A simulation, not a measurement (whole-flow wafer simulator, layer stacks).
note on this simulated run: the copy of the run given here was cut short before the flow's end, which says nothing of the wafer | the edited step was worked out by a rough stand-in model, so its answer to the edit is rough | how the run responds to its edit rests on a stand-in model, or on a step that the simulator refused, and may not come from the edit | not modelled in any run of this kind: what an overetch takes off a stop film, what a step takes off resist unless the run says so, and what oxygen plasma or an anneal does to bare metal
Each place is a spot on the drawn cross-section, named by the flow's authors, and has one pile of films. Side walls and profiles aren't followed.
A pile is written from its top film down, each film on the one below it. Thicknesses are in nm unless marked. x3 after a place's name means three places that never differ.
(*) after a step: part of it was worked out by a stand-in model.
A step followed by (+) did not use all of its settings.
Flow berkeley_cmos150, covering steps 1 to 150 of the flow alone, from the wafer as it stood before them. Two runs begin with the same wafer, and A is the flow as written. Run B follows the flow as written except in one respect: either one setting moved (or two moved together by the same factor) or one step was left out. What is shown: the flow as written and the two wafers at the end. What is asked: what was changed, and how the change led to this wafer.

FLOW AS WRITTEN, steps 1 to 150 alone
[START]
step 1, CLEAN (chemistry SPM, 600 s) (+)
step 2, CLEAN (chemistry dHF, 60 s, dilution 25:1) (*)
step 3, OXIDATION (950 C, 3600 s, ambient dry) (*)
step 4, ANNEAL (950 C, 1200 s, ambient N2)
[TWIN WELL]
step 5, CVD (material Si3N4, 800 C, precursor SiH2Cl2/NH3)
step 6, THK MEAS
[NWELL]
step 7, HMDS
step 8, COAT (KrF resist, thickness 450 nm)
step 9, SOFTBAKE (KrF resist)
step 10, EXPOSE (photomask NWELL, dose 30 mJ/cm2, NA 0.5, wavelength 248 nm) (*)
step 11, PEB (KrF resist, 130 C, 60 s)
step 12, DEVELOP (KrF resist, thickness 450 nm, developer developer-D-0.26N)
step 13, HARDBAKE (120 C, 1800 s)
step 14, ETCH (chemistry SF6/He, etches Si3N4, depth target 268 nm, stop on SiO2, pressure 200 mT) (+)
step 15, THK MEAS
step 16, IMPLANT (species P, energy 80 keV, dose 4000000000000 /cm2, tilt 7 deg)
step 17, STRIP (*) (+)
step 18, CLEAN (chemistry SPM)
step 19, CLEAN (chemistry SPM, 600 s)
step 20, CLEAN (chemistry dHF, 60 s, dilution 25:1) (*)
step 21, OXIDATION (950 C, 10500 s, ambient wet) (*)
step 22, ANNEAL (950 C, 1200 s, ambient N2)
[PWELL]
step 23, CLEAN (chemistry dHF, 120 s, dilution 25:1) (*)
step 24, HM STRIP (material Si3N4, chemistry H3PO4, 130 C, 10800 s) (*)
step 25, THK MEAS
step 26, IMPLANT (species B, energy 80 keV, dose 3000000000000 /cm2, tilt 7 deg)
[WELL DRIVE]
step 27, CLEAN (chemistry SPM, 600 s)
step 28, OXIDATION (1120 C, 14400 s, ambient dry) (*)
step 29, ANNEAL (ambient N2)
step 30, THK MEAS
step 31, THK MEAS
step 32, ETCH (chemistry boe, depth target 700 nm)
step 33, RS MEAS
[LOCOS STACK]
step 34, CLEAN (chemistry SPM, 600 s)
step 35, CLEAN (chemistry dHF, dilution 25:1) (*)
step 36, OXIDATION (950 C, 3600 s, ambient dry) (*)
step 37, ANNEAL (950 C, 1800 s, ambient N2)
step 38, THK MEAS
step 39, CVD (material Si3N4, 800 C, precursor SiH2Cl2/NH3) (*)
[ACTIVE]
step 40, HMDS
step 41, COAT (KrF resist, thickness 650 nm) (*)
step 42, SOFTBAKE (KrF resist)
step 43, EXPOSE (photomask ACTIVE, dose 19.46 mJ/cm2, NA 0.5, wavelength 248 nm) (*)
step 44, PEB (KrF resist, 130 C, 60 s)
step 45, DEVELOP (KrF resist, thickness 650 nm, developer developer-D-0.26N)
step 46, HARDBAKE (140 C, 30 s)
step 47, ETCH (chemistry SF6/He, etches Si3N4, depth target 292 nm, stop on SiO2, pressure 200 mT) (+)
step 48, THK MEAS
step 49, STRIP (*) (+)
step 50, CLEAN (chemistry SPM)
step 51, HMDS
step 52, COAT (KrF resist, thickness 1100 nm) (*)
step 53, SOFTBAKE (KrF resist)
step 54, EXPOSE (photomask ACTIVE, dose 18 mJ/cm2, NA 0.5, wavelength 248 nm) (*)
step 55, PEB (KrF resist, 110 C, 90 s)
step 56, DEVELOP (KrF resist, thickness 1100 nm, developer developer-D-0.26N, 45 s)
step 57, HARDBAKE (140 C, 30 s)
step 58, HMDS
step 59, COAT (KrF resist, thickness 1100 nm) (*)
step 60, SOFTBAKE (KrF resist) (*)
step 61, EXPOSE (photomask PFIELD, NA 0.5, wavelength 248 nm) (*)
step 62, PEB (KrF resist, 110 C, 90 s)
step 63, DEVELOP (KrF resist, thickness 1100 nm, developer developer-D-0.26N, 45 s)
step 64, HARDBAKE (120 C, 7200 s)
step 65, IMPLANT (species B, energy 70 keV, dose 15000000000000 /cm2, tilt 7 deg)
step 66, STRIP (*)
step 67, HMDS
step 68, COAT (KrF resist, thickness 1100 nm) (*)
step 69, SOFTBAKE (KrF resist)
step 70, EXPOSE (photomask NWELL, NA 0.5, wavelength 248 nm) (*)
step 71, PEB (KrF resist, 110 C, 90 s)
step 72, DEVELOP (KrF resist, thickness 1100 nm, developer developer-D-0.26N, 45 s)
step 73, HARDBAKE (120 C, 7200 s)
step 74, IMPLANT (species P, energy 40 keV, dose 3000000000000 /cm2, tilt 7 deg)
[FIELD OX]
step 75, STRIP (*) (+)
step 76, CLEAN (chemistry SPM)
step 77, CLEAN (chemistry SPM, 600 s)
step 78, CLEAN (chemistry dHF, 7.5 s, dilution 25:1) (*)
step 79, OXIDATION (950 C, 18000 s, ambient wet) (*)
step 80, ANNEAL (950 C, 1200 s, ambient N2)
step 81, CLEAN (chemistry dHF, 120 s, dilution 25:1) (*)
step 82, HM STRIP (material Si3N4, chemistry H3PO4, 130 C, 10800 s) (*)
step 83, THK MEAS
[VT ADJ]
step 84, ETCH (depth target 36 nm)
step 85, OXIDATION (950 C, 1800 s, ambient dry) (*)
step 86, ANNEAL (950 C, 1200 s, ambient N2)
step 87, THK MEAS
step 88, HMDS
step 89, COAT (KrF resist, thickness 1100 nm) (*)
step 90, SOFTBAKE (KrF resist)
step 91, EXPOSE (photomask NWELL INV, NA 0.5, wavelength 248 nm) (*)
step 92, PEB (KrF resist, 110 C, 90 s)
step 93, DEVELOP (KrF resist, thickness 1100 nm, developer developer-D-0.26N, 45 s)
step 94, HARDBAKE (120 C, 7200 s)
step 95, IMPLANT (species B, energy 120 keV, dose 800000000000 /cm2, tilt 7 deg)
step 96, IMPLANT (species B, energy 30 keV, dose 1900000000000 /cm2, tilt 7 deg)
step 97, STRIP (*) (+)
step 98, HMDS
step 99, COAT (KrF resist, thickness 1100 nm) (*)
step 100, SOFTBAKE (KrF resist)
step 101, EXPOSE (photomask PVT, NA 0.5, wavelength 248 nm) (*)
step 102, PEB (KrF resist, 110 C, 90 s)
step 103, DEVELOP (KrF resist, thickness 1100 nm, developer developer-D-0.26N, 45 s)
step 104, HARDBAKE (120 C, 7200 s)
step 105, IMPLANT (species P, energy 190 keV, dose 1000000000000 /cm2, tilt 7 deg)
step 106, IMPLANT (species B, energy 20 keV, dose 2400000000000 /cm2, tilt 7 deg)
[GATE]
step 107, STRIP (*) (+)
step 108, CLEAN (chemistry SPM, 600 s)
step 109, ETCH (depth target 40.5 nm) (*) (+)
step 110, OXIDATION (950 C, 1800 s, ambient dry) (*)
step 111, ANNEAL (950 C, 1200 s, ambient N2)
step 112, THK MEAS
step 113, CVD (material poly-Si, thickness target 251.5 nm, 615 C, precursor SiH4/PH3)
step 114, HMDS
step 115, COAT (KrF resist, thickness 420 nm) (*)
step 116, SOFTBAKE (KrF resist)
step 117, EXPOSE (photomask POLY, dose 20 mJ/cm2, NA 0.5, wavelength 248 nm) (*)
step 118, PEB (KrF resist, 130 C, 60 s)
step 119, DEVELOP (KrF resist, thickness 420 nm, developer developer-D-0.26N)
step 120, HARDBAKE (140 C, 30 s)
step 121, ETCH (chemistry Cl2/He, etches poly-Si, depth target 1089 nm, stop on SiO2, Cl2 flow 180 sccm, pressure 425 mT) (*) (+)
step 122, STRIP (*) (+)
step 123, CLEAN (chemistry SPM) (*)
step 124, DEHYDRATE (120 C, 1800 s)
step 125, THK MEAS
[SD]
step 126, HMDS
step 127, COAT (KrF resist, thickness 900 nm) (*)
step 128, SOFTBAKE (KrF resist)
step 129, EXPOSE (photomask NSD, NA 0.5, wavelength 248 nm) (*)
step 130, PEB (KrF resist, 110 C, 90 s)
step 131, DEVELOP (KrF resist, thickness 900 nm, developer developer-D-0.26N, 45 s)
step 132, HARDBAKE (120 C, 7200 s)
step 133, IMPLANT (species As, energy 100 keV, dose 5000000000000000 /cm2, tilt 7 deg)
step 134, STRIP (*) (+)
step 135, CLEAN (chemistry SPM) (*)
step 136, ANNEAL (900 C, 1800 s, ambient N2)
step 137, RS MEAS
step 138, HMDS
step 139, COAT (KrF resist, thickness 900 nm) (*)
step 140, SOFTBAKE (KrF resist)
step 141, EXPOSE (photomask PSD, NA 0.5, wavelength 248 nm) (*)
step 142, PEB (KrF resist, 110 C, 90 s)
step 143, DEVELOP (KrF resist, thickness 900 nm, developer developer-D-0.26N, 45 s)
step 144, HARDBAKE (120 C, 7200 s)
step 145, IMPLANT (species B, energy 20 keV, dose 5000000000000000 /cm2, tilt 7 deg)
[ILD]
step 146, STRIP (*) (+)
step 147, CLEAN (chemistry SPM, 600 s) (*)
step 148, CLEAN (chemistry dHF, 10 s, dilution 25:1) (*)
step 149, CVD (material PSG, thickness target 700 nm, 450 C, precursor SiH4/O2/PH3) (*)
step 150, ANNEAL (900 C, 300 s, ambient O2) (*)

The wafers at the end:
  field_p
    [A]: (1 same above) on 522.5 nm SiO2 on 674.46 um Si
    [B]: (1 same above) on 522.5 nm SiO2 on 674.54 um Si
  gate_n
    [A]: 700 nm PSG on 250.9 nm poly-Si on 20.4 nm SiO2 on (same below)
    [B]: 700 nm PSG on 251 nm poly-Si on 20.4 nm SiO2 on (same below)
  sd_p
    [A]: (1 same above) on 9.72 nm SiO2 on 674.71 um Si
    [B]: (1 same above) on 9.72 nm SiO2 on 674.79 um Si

The reason: step 21, OXIDATION: 879 C was run, though the flow has 950 C.

How this came from the change, step by step:
  step 21, OXIDATION (950 C, 10500 s, ambient wet) (*)
      field, sd_n, gate_n, contact, m1: A +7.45 SiO2 (new film), -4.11 Si3N4 | B +2.18 SiO2 (new film), -1.21 Si3N4
      field_p, sd_p, gate_p: A +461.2 SiO2, -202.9 Si | B +215.7 SiO2, -94.9 Si
  step 23, CLEAN (chemistry dHF, 120 s, dilution 25:1) (*)
      field, sd_n, gate_n, contact, m1: A -7.45 SiO2 (all of it), -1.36 Si3N4 | B -2.18 SiO2 (all of it), -1.83 Si3N4
  step 24, HM STRIP (material Si3N4, chemistry H3PO4, 130 C, 10800 s) (*)
      field, sd_n, gate_n, contact, m1: A -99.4 Si3N4 (all of it), -1.87 SiO2 | B -101.9 Si3N4 (all of it), -1.85 SiO2
  step 28, OXIDATION (1120 C, 14400 s, ambient dry) (*)
      field_p, sd_p, gate_p: A +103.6 SiO2, -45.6 Si | B +165.6 SiO2, -72.9 Si
  step 32, ETCH (chemistry boe, depth target 700 nm)
      field_p, sd_p, gate_p: A -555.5 SiO2 (all of it) | B -372 SiO2 (all of it)
  step 41, COAT (KrF resist, thickness 650 nm) (*)
      field_p: A +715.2 KrF resist (new film) | B +675.8 KrF resist (new film)
      sd_p: A +694.3 KrF resist (new film) | B +668 KrF resist (new film)
      (as well as at 1 more place)
  step 45, DEVELOP (KrF resist, thickness 650 nm, developer developer-D-0.26N)
      field_p: A -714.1 KrF resist (all of it) | B -674.8 KrF resist (all of it)
  step 46, HARDBAKE (140 C, 30 s)
      sd_p: A -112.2 KrF resist | B -107.8 KrF resist
      gate_p: A -111.5 KrF resist | B -107.6 KrF resist
  step 49, STRIP (*) (+)
      sd_p: A -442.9 KrF resist (all of it) | B -420.9 KrF resist (all of it)
      gate_p: A -439.2 KrF resist (all of it) | B -419.5 KrF resist (all of it)
  step 52, COAT (KrF resist, thickness 1100 nm) (*)
      field_p: A +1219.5 KrF resist (new film) | B +1169.4 KrF resist (new film)
      sd_p: A +1111.6 KrF resist (new film) | B +1071 KrF resist (new film)
      (as well as at 1 more place)
  step 56, DEVELOP (KrF resist, thickness 1100 nm, developer developer-D-0.26N, 45 s)
      field_p: A -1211 KrF resist (all of it) | B -1161.3 KrF resist (all of it)
  step 57, HARDBAKE (140 C, 30 s)
      sd_p: A -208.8 KrF resist | B -201 KrF resist
      gate_p: A -209.5 KrF resist | B -202.2 KrF resist
  step 59, COAT (KrF resist, thickness 1100 nm) (*)
      field_p: A +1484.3 KrF resist (new film) | B +1429.8 KrF resist (new film)
      sd_p: A +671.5 KrF resist | B +653.9 KrF resist
      (as well as at 1 more place)
  step 64, HARDBAKE (120 C, 7200 s)
      field_p: A -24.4 KrF resist | B -23.4 KrF resist
  step 66, STRIP (*)
      field_p: A -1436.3 KrF resist (all of it) | B -1383.2 KrF resist (all of it)
      sd_p: A -1525.1 KrF resist (all of it) | B -1475.3 KrF resist (all of it)
      (as well as at 1 more place)
  step 68, COAT (KrF resist, thickness 1100 nm) (*)
      field_p: A +1219.5 KrF resist (new film) | B +1169.4 KrF resist (new film)
      sd_p: A +1111.6 KrF resist (new film) | B +1071 KrF resist (new film)
      (as well as at 1 more place)
  ... another 18 steps ...
  step 146, STRIP (*) (+)
      field_p: A -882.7 KrF resist (all of it) | B -837 KrF resist (all of it)
